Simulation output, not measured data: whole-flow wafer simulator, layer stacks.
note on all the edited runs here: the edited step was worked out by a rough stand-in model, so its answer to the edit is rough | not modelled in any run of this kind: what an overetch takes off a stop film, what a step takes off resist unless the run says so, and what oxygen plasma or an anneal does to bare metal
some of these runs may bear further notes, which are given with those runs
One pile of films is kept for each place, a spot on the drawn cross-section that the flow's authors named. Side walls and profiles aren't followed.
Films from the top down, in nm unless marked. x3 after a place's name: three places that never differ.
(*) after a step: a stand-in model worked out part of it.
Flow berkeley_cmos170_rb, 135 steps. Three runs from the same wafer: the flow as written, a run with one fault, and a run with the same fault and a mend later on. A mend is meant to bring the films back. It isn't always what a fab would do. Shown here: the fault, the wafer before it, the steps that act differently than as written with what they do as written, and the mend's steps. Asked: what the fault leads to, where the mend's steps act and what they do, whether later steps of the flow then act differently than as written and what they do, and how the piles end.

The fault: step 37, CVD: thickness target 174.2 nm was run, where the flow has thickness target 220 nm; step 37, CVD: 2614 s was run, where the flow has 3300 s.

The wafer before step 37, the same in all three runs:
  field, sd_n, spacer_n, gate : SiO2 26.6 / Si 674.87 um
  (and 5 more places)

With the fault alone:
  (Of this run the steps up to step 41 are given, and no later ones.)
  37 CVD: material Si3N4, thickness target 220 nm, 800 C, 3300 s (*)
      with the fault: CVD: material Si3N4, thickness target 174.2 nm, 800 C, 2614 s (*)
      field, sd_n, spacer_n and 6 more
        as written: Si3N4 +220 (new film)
        with the fault: Si3N4 +174.2 (new film)
  No later step of the flow up to step 41 acts differently than as written at any place that is followed.
  After step 41 the piles differ from the flow's by more than 2% or 0.5 nm, whichever is larger, at field, sd_n, spacer_n and 6 more.
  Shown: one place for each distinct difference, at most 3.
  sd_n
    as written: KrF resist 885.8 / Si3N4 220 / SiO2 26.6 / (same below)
    with the fault: KrF resist 885.8 / Si3N4 174.2 / SiO2 26.6 / (same below)
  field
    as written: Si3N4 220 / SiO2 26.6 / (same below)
    with the fault: Si3N4 174.2 / SiO2 26.6 / (same below)

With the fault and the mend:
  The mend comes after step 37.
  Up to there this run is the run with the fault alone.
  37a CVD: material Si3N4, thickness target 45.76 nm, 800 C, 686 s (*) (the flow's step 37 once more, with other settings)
      field, sd_n, spacer_n and 6 more
        Si3N4 +45.8
  No later step of the flow acts differently than as written, at any place that is followed, by more than 2% or 0.5 nm, whichever is larger.
  At the end the piles are the same as the flow's at every place that both follow.
